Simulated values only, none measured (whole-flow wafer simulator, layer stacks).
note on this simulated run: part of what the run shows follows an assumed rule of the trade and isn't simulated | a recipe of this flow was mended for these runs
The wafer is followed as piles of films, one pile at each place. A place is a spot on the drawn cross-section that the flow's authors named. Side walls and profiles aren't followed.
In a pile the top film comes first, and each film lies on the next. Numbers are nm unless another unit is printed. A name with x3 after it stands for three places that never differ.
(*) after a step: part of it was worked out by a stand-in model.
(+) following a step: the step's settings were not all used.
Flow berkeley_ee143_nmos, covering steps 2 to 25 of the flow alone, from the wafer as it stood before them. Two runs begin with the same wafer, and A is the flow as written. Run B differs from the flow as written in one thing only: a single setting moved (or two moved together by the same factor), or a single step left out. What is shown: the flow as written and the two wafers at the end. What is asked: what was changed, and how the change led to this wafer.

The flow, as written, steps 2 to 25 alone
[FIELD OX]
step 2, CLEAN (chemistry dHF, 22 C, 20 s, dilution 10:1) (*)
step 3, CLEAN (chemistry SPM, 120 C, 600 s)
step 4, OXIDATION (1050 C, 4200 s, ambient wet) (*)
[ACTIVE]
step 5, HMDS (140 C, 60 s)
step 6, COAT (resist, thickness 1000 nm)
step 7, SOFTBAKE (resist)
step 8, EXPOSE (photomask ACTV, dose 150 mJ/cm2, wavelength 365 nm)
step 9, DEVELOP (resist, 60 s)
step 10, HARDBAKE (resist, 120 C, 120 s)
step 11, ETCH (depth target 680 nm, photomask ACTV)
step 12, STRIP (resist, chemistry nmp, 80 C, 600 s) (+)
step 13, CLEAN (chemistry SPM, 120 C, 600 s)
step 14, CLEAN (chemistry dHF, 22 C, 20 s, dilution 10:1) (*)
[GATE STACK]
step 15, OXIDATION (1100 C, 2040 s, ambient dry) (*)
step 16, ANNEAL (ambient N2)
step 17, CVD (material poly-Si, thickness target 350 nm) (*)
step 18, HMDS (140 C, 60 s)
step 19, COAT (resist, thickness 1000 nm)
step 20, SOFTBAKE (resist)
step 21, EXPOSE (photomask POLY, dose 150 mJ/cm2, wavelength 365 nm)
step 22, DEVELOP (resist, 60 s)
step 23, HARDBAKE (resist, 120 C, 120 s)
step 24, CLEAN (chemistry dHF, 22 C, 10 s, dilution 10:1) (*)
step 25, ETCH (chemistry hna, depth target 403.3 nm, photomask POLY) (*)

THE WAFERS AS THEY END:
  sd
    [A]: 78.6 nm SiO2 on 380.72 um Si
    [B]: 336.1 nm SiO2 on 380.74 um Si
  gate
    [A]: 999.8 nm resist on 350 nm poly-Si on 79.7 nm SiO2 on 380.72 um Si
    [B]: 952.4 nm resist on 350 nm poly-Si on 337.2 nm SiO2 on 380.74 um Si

Cause: step 11, ETCH: depth target 238 nm was run, while the flow as written has depth target 680 nm.

Step by step, how the change led to this:
  step 11, ETCH (depth target 680 nm, photomask ACTV)
      gate, sd, contact: A -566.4 SiO2 (all of it) | B -238 SiO2
  step 13, CLEAN (chemistry SPM, 120 C, 600 s)
      gate, sd, contact: A +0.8 chemical SiO2 (new film), -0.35 Si | B nothing
  step 14, CLEAN (chemistry dHF, 22 C, 20 s, dilution 10:1) (*)
      gate, sd, contact: A -0.8 chemical SiO2 (all of it) | B -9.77 SiO2
  step 15, OXIDATION (1100 C, 2040 s, ambient dry) (*)
      gate, sd, contact: A +79.7 SiO2 (new film), -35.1 Si | B +18.6 SiO2, -8.17 Si
  step 19, COAT (resist, thickness 1000 nm)
      gate: A +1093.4 resist (new film) | B +1041.1 resist (new film)
      sd: A +1066.2 resist (new film) | B +1030.3 resist (new film)
      (also at 2 further places)
  step 22, DEVELOP (resist, 60 s)
      sd: A -1066.2 resist (all of it) | B -1030.3 resist (all of it)
      contact: A -1092 resist (all of it) | B -1040.2 resist (all of it)
      (also at 1 further place)
  step 23, HARDBAKE (resist, 120 C, 120 s)
      gate: A -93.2 resist | B -88.3 resist
